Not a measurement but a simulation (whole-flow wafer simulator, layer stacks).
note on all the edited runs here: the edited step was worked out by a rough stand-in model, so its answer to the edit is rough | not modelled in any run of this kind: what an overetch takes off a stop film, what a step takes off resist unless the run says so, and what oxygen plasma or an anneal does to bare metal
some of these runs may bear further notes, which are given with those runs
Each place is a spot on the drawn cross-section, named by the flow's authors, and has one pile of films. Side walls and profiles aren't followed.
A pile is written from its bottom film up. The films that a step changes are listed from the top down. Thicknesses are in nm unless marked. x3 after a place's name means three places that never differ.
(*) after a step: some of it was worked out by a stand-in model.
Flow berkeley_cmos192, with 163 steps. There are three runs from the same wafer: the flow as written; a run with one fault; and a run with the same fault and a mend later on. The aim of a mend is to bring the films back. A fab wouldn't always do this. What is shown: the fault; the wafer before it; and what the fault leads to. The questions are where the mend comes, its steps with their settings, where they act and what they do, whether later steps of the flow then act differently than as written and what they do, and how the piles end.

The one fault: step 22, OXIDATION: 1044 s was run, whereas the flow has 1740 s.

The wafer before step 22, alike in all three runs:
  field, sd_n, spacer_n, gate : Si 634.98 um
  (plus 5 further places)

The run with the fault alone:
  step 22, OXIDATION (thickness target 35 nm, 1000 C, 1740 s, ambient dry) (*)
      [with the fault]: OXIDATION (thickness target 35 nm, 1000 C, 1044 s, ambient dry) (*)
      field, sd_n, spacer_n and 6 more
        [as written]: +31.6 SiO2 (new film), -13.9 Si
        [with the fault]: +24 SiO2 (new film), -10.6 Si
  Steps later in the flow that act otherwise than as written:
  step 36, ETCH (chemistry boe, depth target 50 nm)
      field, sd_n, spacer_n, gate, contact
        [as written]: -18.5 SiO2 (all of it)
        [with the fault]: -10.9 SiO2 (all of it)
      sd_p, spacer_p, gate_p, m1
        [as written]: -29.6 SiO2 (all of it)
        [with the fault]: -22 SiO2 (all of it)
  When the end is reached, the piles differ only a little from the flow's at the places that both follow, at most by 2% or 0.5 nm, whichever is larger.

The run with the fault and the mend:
  The mend stands after step 22.
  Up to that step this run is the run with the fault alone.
  step 22a, OXIDATION (thickness target 35 nm, 1000 C, 696 s, ambient dry) (*) (the flow's step 22 again, with other settings)
      field, sd_n, spacer_n and 6 more
        +7.61 SiO2, -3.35 Si
  Later steps of the flow that are run all act as written at every place that is followed.
  At every place that both follow, the piles at the end match the flow's.
